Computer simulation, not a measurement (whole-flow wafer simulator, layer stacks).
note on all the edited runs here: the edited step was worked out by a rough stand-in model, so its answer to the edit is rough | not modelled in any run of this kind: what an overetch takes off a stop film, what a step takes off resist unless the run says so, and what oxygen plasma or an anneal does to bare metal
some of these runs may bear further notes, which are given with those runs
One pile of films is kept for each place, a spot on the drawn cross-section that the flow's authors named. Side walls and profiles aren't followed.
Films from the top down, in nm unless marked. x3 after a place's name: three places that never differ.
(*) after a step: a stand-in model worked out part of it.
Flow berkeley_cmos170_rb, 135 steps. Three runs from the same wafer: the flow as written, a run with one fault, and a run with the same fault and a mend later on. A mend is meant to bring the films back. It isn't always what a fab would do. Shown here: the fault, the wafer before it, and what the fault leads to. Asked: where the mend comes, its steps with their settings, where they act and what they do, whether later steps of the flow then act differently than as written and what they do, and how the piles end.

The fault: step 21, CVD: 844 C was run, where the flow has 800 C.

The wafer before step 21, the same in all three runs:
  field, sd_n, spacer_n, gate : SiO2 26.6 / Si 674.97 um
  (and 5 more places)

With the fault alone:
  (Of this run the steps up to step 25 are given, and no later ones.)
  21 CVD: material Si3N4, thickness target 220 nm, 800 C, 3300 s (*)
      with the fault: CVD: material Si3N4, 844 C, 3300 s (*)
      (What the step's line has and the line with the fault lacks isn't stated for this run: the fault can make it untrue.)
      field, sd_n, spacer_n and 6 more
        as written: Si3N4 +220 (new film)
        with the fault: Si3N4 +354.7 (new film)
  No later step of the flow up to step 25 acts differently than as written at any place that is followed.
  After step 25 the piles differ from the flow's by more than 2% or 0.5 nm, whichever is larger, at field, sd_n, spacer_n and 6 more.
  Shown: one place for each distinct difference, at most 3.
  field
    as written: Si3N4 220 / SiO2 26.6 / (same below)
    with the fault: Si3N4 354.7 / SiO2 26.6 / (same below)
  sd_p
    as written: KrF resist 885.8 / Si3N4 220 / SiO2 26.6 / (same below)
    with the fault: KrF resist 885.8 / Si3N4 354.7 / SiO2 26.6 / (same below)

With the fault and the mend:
  The mend comes after step 21.
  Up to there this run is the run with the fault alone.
  21a ETCH: chemistry h3po4, depth target 134.7 nm (the flow's step 16 once more, with other settings)
      field, sd_n, spacer_n and 6 more
        Si3N4 -134.7
  No later step of the flow acts differently than as written, at any place that is followed, by more than 2% or 0.5 nm, whichever is larger.
  At the end the piles are the same as the flow's at every place that both follow.
